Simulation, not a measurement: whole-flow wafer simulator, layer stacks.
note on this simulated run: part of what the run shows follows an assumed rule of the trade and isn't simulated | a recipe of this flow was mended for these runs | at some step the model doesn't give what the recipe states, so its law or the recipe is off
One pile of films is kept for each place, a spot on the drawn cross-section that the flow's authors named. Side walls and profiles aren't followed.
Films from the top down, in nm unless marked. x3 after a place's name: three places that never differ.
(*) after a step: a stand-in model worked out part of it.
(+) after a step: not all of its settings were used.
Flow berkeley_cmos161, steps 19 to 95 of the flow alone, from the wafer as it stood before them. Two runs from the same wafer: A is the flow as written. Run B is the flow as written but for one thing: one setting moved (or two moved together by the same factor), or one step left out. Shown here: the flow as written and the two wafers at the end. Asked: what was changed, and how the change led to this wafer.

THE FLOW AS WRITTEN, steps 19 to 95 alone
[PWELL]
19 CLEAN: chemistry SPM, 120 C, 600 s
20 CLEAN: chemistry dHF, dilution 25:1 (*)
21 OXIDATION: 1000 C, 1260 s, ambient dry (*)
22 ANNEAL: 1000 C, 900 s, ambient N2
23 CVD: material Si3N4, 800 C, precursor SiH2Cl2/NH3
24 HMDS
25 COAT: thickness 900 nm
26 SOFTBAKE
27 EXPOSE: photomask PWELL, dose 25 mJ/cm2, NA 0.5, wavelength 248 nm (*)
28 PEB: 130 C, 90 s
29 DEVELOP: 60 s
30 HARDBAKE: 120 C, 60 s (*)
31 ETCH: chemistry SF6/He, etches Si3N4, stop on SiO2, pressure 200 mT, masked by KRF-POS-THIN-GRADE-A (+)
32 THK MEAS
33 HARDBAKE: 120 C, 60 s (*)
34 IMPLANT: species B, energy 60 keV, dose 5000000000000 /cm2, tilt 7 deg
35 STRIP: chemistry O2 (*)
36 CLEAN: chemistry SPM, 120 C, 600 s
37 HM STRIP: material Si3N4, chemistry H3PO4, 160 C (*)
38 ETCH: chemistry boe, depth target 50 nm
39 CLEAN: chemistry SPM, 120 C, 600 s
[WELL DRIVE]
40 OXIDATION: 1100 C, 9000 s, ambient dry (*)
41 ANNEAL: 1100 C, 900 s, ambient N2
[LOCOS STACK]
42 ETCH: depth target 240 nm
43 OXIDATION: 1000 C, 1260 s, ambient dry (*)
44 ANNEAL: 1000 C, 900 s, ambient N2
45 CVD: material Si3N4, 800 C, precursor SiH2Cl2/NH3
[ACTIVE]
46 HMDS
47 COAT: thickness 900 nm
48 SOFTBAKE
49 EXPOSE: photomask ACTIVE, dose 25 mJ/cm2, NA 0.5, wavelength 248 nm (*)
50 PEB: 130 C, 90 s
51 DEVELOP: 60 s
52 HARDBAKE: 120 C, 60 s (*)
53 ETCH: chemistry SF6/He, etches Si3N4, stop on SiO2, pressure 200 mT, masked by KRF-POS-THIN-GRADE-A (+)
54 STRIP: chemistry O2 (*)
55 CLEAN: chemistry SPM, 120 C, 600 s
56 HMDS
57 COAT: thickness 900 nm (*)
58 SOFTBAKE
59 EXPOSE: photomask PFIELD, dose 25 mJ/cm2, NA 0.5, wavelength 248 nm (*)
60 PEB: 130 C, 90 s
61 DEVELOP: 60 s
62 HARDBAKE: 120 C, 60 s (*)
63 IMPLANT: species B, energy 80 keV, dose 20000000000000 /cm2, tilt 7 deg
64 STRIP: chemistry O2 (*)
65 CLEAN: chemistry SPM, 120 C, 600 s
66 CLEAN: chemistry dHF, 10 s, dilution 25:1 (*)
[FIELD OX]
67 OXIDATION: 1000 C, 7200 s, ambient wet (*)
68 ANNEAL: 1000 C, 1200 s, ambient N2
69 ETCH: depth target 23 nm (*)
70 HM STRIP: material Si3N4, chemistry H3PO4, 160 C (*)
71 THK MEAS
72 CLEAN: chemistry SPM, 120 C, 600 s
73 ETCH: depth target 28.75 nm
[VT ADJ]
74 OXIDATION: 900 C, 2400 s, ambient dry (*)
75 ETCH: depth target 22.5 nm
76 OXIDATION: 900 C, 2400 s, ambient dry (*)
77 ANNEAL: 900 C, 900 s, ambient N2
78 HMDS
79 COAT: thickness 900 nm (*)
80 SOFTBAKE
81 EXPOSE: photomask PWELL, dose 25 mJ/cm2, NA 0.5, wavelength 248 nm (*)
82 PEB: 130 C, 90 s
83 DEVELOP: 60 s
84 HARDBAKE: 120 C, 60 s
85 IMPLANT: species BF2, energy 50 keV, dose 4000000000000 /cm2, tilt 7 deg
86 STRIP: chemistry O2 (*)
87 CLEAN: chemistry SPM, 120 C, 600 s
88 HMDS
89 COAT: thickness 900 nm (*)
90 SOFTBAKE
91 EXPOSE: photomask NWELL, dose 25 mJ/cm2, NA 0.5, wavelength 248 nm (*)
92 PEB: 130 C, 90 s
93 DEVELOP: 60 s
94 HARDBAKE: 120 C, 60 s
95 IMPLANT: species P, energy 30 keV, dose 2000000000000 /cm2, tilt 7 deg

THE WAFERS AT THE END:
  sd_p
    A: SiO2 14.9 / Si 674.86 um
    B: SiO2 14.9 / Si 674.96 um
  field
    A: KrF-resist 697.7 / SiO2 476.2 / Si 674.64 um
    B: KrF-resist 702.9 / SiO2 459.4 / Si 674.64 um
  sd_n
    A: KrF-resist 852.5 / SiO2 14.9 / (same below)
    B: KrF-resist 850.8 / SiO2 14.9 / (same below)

The cause: step 37, HM STRIP: material Si3N4, chemistry H3PO4, 160 C (*), was left out.

How the change led to this, step by step:
  38 ETCH: chemistry boe, depth target 50 nm
      sd_p, spacer_p, gate_p: A SiO2 -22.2 (all of it) | B Si3N4 -0.5
      field, sd_n, spacer_n, gate_n, contact, m1: A SiO2 -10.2 (all of it) | B SiO2 -21.8 (all of it)
  39 CLEAN: chemistry SPM, 120 C, 600 s
      sd_p, spacer_p, gate_p: A chemical SiO2 +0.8 (new film), Si -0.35 | B nothing
  40 OXIDATION: 1100 C, 9000 s, ambient dry (*)
      sd_p, spacer_p, gate_p: A SiO2 +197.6 (new film), chemical SiO2 -0.8 (all of it), Si -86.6 | B nothing
  42 ETCH: depth target 240 nm
      sd_p, spacer_p, gate_p: A SiO2 -197.6 (all of it) | B Si3N4 -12
  43 OXIDATION: 1000 C, 1260 s, ambient dry (*)
      sd_p, spacer_p, gate_p: A SiO2 +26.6 (new film), Si -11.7 | B nothing
  45 CVD: material Si3N4, 800 C, precursor SiH2Cl2/NH3
      sd_p, spacer_p, gate_p: A Si3N4 +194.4 (new film) | B Si3N4 +194.4
  47 COAT: thickness 900 nm
      sd_p: A KrF-resist +900 (new film) | B KrF-resist +748.2 (new film)
      spacer_p: A KrF-resist +900 (new film) | B KrF-resist +776.8 (new film)
      (and at 1 more place)
  54 STRIP: chemistry O2 (*)
      sd_n: A KrF-resist -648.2 (all of it) | B KrF-resist -665.9 (all of it)
      sd_p: A KrF-resist -648.2 (all of it) | B KrF-resist -496.8 (all of it)
      (and at 2 more places)
  57 COAT: thickness 900 nm (*)
      sd_p: A KrF-resist +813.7 (new film) | B KrF-resist +673.6 (new film)
      spacer_p: A KrF-resist +830 (new film) | B KrF-resist +717.7 (new film)
      (and at 1 more place)
  64 STRIP: chemistry O2 (*)
      sd_p: A KrF-resist -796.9 (all of it) | B KrF-resist -657.2 (all of it)
      spacer_p: A KrF-resist -813.2 (all of it) | B KrF-resist -701.2 (all of it)
      (and at 1 more place)
  67 OXIDATION: 1000 C, 7200 s, ambient wet (*)
      sd_p: A SiO2 +12.1 (new film), Si3N4 -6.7, SiO2 +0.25, Si -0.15 | B SiO2 +12.1 (new film), Si3N4 -6.7
  70 HM STRIP: material Si3N4, chemistry H3PO4, 160 C (*)
      sd_p, spacer_p, gate_p: A Si3N4 -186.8 (all of it), SiO2 -8.69 | B Si3N4 -404 (all of it), SiO2 -18.8
      field: A SiO2 -14.5 | B SiO2 -31.4
  73 ETCH: depth target 28.75 nm
      spacer_p, gate_p: A SiO2 -17.9 (all of it) | B SiO2 -7.75 (all of it)
      sd_p: A SiO2 -18.1 (all of it) | B SiO2 -7.76 (all of it)
  79 COAT: thickness 900 nm (*)
      sd_p: A KrF-resist +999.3 (new film) | B KrF-resist +942.8 (new film)
      spacer_p: A KrF-resist +978.9 (new film) | B KrF-resist +934.5 (new film)
      (and at 1 more place)
  84 HARDBAKE: 120 C, 60 s
      sd_p: A KrF-resist -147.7 | B KrF-resist -139.4
      spacer_p: A KrF-resist -144.7 | B KrF-resist -138.1
      (and at 1 more place)
  86 STRIP: chemistry O2 (*)
      sd_p: A KrF-resist -834.2 (all of it) | B KrF-resist -786.3 (all of it)
      spacer_p: A KrF-resist -816.9 (all of it) | B KrF-resist -779.3 (all of it)
      (and at 1 more place)
  ... 1 more step ...
  93 DEVELOP: 60 s
      sd_p: A KrF-resist -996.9 (all of it) | B KrF-resist -940.6 (all of it)
      spacer_p: A KrF-resist -976.5 (all of it) | B KrF-resist -932.3 (all of it)
      (and at 1 more place)
